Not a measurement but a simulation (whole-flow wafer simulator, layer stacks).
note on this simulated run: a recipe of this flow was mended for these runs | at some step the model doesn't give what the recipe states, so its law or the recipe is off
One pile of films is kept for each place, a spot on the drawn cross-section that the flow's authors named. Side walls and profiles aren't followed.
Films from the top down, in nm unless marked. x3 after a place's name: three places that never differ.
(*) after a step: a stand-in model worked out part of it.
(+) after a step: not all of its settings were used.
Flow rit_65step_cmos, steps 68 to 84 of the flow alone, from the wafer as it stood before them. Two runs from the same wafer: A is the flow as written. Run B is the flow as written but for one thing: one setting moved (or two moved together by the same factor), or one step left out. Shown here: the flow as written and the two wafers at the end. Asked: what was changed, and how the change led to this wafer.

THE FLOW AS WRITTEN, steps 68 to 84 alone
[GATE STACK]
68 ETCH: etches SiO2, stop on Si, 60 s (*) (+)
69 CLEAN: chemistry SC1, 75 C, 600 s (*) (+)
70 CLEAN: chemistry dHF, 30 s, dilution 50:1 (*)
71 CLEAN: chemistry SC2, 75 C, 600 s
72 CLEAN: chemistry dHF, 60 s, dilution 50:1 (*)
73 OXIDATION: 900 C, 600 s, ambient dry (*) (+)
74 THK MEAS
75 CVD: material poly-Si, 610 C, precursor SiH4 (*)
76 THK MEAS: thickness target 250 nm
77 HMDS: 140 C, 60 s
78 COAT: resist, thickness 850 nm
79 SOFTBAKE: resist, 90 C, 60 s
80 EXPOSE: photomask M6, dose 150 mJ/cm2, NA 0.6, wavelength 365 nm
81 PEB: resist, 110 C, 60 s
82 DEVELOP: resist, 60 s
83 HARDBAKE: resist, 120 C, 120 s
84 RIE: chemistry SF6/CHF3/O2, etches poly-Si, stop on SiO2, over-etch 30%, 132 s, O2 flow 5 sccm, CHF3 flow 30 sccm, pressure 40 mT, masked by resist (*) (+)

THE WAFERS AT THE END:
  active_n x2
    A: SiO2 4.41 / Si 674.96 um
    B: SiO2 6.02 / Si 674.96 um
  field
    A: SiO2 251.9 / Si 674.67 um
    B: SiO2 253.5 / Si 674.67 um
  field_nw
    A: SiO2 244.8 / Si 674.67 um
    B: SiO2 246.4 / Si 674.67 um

The cause: step 75, CVD: 619 C was run, where the flow has 610 C.

How the change led to this, step by step:
  75 CVD: material poly-Si, 610 C, precursor SiH4 (*)
      field, field_pw, field_nw and 11 more: A poly-Si +250 (new film) | B poly-Si +293.8 (new film)
  84 RIE: chemistry SF6/CHF3/O2, etches poly-Si, stop on SiO2, over-etch 30%, 132 s, O2 flow 5 sccm, CHF3 flow 30 sccm, pressure 40 mT, masked by resist (*) (+)
      field, field_pw, field_nw and 9 more: A poly-Si -250 (all of it), SiO2 -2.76 | B poly-Si -293.8 (all of it), SiO2 -1.15
